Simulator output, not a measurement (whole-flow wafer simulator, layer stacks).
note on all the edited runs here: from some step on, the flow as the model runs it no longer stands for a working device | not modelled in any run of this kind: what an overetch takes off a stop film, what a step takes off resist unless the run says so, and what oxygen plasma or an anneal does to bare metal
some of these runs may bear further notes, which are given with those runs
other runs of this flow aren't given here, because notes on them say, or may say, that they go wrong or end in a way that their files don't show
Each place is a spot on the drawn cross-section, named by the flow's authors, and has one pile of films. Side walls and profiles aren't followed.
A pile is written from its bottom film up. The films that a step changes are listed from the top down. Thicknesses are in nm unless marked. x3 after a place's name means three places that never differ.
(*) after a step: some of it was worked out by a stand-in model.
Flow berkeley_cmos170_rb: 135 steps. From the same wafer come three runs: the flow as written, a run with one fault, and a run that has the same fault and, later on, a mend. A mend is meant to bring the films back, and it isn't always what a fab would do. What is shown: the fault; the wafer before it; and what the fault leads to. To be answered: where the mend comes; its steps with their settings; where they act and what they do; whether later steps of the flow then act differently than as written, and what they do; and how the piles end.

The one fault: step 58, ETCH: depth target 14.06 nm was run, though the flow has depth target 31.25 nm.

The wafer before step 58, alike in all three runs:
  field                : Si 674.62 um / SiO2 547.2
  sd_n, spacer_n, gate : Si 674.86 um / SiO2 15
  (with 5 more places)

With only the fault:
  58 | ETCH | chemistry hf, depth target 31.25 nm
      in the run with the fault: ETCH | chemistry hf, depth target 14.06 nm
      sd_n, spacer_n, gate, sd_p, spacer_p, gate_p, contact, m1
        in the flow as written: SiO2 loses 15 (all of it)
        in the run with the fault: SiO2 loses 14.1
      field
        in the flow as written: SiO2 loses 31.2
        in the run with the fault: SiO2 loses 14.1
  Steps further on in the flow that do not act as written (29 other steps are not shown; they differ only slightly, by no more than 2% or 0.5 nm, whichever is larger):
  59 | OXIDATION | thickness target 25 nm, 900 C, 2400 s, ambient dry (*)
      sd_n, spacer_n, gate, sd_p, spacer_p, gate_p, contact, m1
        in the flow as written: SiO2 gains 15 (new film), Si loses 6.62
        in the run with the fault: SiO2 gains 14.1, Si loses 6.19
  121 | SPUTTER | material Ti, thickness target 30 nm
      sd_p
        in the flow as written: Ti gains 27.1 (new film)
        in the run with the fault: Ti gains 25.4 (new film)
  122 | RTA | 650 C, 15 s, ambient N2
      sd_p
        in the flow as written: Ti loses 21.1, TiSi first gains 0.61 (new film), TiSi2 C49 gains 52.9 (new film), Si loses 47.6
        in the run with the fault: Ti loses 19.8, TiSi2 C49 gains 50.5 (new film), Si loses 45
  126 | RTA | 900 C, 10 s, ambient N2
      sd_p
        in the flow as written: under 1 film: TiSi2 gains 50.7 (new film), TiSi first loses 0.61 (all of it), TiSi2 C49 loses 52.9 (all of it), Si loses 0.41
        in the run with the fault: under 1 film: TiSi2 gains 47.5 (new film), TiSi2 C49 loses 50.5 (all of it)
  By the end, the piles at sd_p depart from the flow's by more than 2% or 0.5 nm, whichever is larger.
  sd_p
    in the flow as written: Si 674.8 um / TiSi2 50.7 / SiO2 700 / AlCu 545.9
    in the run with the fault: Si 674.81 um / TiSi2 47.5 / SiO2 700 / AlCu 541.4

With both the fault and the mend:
  The mend stands after step 58.
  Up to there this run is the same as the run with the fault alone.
  58a | ETCH | chemistry hf, depth target 17.19 nm (the flow's step 58 again, with other settings)
      sd_n, spacer_n, gate, sd_p, spacer_p, gate_p, contact, m1
        SiO2 loses 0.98 (all of it)
      field
        SiO2 loses 17.2
  Later steps of the flow that are run all act as written at every place that is followed, up to a difference of at most 2% or 0.5 nm, whichever is larger.
  The piles end the same as the flow's at every place that both follow.
